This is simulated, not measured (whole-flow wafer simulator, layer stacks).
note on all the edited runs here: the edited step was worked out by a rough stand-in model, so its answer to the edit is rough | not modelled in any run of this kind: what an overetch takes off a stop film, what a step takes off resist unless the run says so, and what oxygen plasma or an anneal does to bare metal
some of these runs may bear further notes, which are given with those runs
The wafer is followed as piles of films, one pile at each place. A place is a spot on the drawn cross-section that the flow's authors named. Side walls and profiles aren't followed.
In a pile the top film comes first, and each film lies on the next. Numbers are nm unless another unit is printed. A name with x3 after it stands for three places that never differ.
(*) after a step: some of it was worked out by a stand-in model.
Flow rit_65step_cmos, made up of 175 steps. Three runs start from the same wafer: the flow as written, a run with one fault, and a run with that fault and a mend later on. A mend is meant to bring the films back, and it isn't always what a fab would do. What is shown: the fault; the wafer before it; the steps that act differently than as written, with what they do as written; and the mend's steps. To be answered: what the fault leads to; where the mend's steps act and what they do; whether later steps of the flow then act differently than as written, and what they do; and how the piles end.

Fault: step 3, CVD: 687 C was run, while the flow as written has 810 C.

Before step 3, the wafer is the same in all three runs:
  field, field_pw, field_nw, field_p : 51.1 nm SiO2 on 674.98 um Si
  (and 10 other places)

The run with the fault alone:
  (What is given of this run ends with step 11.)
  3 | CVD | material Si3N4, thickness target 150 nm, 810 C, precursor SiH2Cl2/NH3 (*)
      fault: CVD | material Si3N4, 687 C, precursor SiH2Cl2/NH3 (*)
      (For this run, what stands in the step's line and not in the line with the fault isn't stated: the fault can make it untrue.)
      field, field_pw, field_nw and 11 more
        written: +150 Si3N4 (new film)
        fault: +16.2 Si3N4 (new film)
  Every later step of the flow up to step 11 that is run acts as written at every place that is followed.
  Once step 11 is done, the piles at field, field_pw, field_nw and 11 more depart from the flow's by more than 2% or 0.5 nm, whichever is larger.
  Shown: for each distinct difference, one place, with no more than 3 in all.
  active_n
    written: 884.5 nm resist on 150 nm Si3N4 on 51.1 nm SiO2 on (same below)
    fault: 884.5 nm resist on 16.2 nm Si3N4 on 51.1 nm SiO2 on (same below)
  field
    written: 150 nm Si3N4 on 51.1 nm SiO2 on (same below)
    fault: 16.2 nm Si3N4 on 51.1 nm SiO2 on (same below)

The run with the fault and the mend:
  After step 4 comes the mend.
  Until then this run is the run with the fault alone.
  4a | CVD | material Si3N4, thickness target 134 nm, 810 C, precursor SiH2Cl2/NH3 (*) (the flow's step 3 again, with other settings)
      field, field_pw, field_nw and 11 more
        +134 Si3N4
  Every later step of the flow that is run acts as written, at every place that is followed, to within 2% or 0.5 nm, whichever is larger.
  The piles end the same as the flow's at every place that both follow.
